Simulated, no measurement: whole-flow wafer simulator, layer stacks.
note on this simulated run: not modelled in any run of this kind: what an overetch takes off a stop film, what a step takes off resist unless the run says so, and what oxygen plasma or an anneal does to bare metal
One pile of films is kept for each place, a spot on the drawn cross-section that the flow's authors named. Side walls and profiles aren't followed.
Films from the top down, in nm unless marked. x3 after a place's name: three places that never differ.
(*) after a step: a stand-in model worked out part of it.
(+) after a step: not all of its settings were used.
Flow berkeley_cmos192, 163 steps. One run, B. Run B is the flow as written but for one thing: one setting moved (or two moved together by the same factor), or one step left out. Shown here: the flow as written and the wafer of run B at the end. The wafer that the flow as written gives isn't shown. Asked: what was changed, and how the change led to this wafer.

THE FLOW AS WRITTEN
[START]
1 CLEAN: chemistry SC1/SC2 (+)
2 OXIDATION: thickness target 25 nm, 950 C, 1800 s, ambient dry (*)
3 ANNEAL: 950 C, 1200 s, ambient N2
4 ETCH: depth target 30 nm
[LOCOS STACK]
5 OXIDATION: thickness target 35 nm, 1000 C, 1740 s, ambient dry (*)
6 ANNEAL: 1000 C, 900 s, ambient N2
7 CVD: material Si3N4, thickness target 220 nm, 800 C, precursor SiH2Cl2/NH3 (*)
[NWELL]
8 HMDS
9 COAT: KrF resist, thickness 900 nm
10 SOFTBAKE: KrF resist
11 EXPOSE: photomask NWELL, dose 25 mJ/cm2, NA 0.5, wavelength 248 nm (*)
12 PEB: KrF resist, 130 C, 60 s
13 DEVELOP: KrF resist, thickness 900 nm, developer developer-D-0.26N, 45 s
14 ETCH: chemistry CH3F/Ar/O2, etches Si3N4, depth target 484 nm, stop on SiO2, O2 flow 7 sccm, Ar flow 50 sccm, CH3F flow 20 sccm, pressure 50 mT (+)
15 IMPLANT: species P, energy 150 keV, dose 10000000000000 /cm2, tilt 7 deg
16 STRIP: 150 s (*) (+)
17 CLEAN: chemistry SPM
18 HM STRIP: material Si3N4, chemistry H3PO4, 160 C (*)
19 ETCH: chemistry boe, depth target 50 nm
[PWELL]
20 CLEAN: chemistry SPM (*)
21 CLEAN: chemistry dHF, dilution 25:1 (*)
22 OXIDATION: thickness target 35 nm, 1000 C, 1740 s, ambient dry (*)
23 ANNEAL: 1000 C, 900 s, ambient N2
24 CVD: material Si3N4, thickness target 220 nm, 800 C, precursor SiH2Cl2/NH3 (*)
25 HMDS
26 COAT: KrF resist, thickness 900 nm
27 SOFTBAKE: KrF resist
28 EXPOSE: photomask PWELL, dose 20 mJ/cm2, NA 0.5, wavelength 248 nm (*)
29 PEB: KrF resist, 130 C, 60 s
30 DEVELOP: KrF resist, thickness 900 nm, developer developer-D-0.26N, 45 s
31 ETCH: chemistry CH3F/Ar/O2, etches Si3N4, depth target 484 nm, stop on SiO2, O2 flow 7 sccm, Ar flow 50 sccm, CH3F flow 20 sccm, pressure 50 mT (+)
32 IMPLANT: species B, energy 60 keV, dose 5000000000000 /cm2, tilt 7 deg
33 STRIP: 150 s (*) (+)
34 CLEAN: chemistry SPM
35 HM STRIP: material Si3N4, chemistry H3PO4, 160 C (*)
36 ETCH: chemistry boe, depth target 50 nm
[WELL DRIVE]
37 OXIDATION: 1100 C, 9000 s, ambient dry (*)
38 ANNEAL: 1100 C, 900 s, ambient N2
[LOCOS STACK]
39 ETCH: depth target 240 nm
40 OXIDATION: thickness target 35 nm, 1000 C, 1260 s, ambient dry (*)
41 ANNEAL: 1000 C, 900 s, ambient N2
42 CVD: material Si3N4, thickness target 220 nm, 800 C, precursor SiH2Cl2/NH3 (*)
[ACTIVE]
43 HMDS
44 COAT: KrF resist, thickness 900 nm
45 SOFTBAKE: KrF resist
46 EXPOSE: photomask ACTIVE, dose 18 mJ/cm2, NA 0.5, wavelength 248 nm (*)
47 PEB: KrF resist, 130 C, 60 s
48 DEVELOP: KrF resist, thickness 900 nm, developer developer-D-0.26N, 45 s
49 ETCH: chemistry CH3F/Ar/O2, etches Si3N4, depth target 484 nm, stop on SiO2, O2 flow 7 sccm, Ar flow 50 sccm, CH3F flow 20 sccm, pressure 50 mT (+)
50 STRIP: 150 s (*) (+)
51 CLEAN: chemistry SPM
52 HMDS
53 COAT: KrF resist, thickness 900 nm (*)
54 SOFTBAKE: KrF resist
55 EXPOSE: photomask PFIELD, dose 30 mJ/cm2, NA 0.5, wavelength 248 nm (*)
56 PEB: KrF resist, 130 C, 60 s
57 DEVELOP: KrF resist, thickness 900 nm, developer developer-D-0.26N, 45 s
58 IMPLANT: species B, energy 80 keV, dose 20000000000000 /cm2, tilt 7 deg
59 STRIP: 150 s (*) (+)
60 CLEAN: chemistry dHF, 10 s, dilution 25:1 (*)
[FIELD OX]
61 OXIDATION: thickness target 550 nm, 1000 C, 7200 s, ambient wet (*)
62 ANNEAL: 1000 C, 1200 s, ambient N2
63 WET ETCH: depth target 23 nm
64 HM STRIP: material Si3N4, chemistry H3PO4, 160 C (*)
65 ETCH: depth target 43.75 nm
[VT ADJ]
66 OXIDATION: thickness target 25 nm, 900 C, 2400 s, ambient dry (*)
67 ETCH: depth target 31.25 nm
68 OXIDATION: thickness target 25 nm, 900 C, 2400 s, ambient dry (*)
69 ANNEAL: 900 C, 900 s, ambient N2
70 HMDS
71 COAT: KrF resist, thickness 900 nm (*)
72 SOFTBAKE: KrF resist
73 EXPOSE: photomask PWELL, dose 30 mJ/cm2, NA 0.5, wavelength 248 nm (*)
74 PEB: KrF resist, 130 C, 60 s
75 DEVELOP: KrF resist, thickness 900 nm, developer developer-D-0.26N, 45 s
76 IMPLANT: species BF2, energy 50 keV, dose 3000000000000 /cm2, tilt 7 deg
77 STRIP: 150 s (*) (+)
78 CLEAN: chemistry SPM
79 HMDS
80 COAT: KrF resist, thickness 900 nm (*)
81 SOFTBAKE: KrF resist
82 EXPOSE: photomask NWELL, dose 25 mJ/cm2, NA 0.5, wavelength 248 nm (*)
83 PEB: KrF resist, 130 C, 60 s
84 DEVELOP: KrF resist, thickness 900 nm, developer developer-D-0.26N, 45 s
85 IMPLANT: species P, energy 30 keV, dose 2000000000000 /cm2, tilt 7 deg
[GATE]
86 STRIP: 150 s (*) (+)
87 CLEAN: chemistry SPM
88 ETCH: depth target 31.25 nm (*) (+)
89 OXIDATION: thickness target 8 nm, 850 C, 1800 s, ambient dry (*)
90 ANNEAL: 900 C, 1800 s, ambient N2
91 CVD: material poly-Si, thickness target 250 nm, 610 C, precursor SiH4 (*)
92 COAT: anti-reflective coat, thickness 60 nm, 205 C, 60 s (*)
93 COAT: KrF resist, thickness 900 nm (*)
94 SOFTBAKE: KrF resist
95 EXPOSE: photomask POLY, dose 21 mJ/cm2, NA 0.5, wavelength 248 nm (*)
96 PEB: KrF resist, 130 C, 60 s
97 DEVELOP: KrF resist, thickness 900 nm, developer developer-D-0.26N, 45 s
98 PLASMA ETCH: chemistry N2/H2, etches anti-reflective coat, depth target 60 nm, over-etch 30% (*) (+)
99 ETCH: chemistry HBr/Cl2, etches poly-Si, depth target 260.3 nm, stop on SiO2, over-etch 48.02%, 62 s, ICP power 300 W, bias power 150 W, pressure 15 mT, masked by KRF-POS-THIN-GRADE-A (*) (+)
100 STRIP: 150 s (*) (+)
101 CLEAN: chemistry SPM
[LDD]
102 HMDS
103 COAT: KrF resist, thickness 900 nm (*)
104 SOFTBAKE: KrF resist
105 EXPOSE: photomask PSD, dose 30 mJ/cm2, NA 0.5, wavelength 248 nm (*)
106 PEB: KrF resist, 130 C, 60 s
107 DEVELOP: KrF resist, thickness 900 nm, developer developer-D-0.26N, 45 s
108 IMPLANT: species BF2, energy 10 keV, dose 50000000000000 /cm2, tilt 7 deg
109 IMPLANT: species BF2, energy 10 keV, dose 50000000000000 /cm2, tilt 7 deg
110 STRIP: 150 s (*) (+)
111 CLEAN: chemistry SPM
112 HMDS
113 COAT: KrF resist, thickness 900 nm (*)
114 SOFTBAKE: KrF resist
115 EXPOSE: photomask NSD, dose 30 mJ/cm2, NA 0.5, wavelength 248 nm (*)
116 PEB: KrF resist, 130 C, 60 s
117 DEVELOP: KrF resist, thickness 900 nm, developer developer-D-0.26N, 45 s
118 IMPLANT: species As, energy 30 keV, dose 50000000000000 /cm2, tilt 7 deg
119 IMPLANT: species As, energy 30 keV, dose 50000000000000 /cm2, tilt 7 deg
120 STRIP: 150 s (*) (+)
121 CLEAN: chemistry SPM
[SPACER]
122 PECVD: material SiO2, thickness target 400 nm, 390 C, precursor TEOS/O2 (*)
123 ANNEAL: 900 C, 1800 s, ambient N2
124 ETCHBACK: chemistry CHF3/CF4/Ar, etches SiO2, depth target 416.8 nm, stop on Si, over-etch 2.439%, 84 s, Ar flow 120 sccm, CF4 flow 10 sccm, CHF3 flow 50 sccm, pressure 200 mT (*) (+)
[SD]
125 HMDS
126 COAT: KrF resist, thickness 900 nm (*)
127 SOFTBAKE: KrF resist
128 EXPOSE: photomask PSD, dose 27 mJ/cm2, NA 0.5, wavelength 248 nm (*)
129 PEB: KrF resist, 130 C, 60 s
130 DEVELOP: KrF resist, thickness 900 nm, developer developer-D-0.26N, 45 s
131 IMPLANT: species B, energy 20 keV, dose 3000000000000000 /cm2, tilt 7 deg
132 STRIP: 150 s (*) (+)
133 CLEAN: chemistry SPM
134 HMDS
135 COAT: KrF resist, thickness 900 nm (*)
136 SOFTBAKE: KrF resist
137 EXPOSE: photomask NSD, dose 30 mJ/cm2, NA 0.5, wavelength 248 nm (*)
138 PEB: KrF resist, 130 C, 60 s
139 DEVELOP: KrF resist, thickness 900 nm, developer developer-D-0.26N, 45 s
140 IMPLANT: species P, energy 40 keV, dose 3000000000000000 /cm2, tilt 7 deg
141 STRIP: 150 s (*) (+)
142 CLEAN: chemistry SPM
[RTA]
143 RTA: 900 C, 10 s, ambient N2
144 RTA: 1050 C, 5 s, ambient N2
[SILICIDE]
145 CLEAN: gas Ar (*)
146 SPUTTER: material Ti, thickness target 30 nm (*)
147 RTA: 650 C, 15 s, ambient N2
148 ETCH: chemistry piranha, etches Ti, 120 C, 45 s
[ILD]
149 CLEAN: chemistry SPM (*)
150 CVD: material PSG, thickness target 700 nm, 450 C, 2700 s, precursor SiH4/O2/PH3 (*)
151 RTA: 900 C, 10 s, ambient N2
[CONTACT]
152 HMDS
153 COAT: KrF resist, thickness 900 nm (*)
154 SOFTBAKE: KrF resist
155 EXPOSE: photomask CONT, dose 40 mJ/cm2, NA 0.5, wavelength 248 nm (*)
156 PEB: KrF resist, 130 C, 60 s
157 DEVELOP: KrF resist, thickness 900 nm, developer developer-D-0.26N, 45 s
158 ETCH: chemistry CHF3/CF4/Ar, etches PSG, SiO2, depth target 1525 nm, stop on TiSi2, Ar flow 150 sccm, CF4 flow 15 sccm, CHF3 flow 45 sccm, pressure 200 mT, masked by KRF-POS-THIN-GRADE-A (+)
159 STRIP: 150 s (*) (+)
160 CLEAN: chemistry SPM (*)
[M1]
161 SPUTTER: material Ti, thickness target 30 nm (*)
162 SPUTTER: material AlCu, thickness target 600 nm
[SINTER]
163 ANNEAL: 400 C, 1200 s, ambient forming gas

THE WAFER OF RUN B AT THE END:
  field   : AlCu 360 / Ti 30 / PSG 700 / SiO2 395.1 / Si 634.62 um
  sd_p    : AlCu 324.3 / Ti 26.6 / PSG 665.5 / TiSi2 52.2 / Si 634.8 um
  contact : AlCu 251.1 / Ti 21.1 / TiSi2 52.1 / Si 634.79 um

The cause: step 162, SPUTTER: thickness target 360 nm was run, where the flow has thickness target 600 nm.
It can be read off the wafer: field has AlCu 360, and step 162 as written asks for 600 nm.

How the change led to this, step by step:
  162 SPUTTER: material AlCu, thickness target 600 nm
      field, sd_n, spacer_n, gate, spacer_p, gate_p, m1: AlCu +360 (new film) (as written it would be: AlCu +600 (new film))
      sd_p: AlCu +324.3 (new film) (as written it would be: AlCu +551.2 (new film))
      (and at 1 more place)
